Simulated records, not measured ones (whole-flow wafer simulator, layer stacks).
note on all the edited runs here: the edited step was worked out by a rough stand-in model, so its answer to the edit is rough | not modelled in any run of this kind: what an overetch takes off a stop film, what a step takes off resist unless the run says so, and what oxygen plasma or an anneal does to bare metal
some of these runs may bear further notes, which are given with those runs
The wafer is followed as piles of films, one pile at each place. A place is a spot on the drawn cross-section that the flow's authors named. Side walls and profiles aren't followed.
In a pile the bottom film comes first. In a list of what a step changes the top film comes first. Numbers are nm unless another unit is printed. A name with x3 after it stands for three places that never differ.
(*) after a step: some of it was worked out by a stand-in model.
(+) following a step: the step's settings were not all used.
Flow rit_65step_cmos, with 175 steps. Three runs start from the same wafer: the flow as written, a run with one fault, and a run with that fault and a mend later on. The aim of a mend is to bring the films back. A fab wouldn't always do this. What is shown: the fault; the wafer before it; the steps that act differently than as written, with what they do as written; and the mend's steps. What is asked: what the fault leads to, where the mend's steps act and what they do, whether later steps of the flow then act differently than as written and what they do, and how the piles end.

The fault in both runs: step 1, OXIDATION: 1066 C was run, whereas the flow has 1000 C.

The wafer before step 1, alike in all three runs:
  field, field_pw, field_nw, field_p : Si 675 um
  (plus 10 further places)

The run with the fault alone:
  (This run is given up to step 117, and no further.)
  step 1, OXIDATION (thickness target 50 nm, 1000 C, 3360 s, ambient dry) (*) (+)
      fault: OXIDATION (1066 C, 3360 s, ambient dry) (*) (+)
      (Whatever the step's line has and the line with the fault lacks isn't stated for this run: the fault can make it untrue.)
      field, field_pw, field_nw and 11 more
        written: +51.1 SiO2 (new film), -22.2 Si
        fault: +91 SiO2 (new film), -39.7 Si
  Steps later in the flow that act otherwise than as written (not shown: 36 more steps that differ only slightly, by at most 2% or 0.5 nm, whichever is larger):
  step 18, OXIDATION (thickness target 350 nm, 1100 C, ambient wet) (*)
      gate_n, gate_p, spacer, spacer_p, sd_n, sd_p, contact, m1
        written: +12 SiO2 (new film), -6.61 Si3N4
        fault: +12 SiO2 (new film), -6.61 Si3N4, +0.1 SiO2
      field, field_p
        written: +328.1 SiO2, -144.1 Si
        fault: +300.8 SiO2, -132.2 Si
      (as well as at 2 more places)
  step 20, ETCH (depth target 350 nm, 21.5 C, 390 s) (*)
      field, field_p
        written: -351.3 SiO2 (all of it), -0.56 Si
        fault: -363.9 SiO2 (all of it), -0.32 Si
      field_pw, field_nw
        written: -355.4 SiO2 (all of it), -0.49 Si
        fault: -367.2 SiO2 (all of it), -0.26 Si
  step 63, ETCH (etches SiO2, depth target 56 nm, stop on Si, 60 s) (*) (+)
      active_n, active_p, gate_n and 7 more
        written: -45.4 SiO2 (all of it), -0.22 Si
        fault: -56 SiO2
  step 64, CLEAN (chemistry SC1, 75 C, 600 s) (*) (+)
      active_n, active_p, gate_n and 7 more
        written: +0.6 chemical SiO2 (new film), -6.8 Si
        fault: -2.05 SiO2
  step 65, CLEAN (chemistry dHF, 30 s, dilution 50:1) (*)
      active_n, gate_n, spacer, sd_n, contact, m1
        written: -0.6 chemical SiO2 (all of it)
        fault: -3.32 SiO2
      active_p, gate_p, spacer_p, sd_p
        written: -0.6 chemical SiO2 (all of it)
        fault: -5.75 SiO2
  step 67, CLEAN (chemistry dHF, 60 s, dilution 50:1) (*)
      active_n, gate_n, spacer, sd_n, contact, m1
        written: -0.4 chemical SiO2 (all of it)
        fault: -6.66 SiO2
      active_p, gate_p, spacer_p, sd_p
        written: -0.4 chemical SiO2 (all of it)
        fault: -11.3 SiO2
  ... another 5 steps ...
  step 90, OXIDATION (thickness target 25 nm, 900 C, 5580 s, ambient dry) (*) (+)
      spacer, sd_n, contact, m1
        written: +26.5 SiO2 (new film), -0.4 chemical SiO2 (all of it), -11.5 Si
        fault: +22.4 SiO2, -9.87 Si
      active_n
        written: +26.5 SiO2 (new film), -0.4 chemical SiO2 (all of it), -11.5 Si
        fault: +22.4 SiO2, -9.88 Si
  The piles after step 117 differ from the flow's at active_n, gate_n, gate_p, spacer, sd_n, contact, m1 by more than 2% or 0.5 nm, whichever is larger.
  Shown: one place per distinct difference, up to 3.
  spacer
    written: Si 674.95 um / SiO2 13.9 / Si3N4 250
    fault: Si 674.95 um / SiO2 16.5 / Si3N4 250
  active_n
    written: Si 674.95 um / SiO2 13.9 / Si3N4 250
    fault: Si 674.95 um / SiO2 16.4 / Si3N4 250
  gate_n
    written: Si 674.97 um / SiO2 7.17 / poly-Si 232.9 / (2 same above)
    fault: Si 674.96 um / SiO2 22.4 / poly-Si 232.9 / (2 same above)

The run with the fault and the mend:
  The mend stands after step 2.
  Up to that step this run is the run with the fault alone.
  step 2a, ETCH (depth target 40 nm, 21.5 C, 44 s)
      field, field_pw, field_nw and 11 more
        -40 SiO2
  None of the later steps of the flow differs from how it acts as written, at any place that is followed, by more than 2% or 0.5 nm, whichever is larger.
  When the end is reached, the piles differ only a little from the flow's at the places that both follow, at most by 2% or 0.5 nm, whichever is larger.
